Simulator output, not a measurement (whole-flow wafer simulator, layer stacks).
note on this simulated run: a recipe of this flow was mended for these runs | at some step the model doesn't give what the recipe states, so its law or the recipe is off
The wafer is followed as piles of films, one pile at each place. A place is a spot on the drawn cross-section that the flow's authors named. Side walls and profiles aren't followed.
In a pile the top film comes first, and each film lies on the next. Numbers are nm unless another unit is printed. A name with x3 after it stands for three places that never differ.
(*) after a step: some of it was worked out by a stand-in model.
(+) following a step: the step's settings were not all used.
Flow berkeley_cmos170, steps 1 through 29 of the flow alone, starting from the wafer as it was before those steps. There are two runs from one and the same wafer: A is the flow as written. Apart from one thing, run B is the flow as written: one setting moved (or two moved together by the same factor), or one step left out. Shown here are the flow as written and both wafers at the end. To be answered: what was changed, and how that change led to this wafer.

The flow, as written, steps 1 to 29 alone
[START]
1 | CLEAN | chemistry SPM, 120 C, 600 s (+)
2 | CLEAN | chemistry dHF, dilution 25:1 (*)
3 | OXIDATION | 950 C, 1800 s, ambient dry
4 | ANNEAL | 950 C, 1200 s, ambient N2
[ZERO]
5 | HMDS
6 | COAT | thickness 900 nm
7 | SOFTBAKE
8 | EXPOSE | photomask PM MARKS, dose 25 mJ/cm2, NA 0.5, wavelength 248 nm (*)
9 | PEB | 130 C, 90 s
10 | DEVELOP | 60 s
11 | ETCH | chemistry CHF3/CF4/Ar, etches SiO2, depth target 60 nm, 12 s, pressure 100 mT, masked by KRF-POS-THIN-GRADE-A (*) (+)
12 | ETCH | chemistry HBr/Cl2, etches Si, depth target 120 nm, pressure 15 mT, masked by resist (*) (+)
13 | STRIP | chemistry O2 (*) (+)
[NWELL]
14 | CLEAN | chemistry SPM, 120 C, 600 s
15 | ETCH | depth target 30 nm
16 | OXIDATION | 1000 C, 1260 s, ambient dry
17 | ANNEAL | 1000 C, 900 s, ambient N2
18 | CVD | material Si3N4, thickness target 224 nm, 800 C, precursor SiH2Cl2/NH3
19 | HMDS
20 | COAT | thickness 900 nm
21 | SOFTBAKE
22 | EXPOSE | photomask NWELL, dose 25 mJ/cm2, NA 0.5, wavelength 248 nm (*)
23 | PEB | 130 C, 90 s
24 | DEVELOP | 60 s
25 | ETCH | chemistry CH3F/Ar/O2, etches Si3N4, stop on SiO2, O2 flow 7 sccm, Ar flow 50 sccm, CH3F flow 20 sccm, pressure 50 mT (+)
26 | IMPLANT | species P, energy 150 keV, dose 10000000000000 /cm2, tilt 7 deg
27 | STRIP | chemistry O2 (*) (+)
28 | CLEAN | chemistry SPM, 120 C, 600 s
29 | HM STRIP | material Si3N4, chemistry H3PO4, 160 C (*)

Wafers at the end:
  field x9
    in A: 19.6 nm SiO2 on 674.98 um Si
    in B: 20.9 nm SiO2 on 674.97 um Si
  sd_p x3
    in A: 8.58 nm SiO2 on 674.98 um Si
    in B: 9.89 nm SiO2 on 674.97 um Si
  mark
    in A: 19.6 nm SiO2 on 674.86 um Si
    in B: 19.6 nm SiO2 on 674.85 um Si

The reason: step 3, OXIDATION: 4320 s was run, though the flow has 1800 s.

The path from the change to this, step by step:
  3 | OXIDATION | 950 C, 1800 s, ambient dry
      field x9, mark, sd_p x3: A +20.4 SiO2 (new film), -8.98 Si | B +35.4 SiO2 (new film), -15.6 Si
  11 | ETCH | chemistry CHF3/CF4/Ar, etches SiO2, depth target 60 nm, 12 s, pressure 100 mT, masked by KRF-POS-THIN-GRADE-A (*) (+)
      mark: A -20.4 SiO2 (all of it), -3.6 Si | B -35.4 SiO2 (all of it), -2.23 Si
  15 | ETCH | depth target 30 nm
      field x9, sd_p x3: A -20.4 SiO2 (all of it) | B -30 SiO2
  16 | OXIDATION | 1000 C, 1260 s, ambient dry
      field x9, sd_p x3: A +26.6 SiO2 (new film), -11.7 Si | B +22.4 SiO2, -9.87 Si
